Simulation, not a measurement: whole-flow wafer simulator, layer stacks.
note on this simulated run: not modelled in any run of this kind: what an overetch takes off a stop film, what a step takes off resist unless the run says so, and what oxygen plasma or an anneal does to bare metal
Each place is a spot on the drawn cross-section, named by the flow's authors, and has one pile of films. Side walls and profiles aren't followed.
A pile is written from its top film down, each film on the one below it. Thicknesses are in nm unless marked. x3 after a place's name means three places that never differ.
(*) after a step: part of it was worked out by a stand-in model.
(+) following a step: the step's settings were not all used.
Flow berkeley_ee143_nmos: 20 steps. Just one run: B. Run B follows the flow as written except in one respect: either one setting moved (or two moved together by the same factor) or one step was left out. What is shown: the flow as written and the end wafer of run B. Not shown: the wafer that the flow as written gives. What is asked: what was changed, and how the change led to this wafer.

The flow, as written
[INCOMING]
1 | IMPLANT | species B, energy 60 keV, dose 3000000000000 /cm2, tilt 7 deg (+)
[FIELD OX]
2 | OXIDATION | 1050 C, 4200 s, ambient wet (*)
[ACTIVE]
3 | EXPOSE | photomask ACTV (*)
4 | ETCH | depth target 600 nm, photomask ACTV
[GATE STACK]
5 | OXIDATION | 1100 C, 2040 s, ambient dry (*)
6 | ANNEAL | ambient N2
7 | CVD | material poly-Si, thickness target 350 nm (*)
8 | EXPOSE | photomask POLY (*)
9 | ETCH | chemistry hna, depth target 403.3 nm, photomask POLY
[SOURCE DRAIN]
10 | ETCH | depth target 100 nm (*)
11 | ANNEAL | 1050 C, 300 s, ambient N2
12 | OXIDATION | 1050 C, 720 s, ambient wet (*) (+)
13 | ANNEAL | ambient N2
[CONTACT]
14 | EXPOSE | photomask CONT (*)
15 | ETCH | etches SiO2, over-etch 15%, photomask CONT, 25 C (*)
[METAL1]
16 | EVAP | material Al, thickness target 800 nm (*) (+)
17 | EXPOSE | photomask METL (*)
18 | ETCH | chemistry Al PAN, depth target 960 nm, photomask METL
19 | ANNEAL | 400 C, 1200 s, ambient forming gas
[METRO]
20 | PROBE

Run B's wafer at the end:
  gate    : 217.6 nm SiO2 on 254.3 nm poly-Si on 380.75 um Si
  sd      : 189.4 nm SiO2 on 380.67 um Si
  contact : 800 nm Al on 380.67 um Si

What caused this: step 5, OXIDATION: 1100 C, 2040 s, ambient dry (*), was omitted.

Step by step, how the change led to this:
  10 | ETCH | depth target 100 nm (*)
      sd, contact: nothing (in the flow as written it would be: -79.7 SiO2 (all of it))
